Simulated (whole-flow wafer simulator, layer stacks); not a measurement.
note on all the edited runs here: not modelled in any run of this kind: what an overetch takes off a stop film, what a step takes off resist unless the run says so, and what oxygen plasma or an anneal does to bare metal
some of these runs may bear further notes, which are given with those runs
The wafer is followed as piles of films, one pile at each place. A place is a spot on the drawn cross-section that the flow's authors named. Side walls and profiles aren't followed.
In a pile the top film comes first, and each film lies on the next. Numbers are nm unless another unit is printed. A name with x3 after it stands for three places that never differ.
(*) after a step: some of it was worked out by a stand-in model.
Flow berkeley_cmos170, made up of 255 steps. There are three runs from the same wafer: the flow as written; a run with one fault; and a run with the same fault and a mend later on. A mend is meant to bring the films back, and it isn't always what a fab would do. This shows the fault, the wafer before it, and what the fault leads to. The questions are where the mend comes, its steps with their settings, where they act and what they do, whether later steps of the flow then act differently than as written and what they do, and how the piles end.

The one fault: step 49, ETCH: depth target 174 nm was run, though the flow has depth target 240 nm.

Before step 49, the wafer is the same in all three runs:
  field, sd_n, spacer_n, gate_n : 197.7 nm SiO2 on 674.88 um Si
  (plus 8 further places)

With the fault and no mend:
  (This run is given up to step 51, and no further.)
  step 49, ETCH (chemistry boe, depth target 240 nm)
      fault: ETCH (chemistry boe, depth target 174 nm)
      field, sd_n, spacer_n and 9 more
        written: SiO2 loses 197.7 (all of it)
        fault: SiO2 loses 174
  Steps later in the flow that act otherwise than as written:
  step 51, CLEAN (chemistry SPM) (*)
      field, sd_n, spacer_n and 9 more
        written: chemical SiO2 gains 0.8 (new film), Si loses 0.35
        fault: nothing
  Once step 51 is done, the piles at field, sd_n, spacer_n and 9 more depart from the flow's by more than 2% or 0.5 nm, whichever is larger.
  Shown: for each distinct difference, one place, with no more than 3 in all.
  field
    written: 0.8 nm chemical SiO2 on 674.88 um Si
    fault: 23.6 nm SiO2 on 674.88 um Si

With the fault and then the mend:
  The mend follows step 50.
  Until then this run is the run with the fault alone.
  step 50a, ETCH (chemistry boe, depth target 66 nm) (the flow's step 49 again, with other settings)
      field, sd_n, spacer_n and 9 more
        SiO2 loses 23.6 (all of it)
  Every later step of the flow that is run acts as written at every place that is followed.
  The piles end the same as the flow's at every place that both follow.
